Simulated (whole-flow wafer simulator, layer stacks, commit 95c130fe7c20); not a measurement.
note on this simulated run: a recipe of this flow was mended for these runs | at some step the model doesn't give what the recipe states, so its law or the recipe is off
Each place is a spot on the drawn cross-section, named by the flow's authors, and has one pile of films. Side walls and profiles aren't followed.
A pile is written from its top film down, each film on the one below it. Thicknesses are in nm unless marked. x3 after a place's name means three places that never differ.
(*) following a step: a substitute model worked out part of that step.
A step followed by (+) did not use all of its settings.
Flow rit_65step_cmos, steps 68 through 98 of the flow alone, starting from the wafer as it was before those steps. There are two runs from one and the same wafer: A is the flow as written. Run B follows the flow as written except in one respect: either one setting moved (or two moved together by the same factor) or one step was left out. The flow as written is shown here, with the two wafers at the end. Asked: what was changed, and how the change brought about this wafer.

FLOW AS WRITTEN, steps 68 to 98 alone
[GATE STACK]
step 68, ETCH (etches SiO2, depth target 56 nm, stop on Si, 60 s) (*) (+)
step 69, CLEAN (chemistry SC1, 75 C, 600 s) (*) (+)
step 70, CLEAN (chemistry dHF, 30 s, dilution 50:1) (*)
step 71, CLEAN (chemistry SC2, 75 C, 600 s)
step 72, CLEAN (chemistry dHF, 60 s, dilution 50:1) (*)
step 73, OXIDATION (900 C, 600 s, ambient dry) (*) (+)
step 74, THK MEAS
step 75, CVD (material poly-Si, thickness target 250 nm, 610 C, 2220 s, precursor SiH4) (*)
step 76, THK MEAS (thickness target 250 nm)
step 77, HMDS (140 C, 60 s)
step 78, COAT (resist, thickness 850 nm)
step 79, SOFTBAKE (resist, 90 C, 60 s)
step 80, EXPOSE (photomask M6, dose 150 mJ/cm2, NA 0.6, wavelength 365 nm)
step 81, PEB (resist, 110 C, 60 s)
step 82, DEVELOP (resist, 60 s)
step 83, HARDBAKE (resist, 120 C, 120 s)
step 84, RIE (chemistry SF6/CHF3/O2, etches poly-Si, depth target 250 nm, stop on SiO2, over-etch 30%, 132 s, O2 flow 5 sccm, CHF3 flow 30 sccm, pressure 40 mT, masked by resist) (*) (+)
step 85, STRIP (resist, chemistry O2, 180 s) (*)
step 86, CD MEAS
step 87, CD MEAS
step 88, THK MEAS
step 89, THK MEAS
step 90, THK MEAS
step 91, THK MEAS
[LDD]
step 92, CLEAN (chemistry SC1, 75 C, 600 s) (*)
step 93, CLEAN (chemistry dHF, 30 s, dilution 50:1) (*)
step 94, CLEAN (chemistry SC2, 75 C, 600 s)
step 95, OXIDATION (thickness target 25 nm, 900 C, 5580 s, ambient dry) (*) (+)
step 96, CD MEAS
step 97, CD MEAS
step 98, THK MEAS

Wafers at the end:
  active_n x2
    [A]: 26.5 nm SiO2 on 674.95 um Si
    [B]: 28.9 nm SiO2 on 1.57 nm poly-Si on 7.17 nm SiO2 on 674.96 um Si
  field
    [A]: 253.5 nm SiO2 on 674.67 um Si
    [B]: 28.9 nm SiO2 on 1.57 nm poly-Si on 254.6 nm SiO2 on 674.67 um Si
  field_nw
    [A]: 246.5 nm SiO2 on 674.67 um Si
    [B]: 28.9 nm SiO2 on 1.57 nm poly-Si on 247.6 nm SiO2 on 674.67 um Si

Cause: step 84, RIE: depth target 178 nm was run, though the flow has depth target 250 nm; step 84, RIE: 94 s was run, where the flow has 132 s.

The path from the change to this, step by step:
  step 84, RIE (chemistry SF6/CHF3/O2, etches poly-Si, depth target 250 nm, stop on SiO2, over-etch 30%, 132 s, O2 flow 5 sccm, CHF3 flow 30 sccm, pressure 40 mT, masked by resist) (*) (+)
      field, field_pw, field_nw and 9 more: A -250 poly-Si (all of it), -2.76 SiO2 | B -231.4 poly-Si
      gate_n, gate_p: A -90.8 resist | B -64.6 resist
  step 85, STRIP (resist, chemistry O2, 180 s) (*)
      field, field_pw, field_nw and 9 more: A nothing | B +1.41 chemical SiO2 (new film), -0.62 poly-Si
      gate_n, gate_p: A +1.34 chemical SiO2 (new film), -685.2 resist (all of it), -0.59 poly-Si | B +1.34 chemical SiO2 (new film), -711.3 resist (all of it), -0.59 poly-Si
  step 92, CLEAN (chemistry SC1, 75 C, 600 s) (*)
      field, field_pw, field_nw and 9 more: A -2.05 SiO2 | B -0.81 chemical SiO2, -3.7 poly-Si
  step 93, CLEAN (chemistry dHF, 30 s, dilution 50:1) (*)
      active_n x2, spacer, spacer_p, sd_n, sd_p, contact, m1: A -2.36 SiO2 (all of it) | B -0.6 chemical SiO2 (all of it)
      field, field_pw, field_nw, field_p: A -2.78 SiO2 | B -0.6 chemical SiO2 (all of it)
  step 95, OXIDATION (thickness target 25 nm, 900 C, 5580 s, ambient dry) (*) (+)
      active_n x2, spacer, spacer_p, sd_n, sd_p, contact, m1: A +26.5 SiO2 (new film), -0.4 chemical SiO2 (all of it), -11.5 Si | B +28.9 SiO2 (new film), -0.4 chemical SiO2 (all of it), -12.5 poly-Si
      field, field_pw: A +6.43 SiO2, -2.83 Si | B +28.9 SiO2 (new film), -0.4 chemical SiO2 (all of it), -12.5 poly-Si
      (as well as at 2 more places)
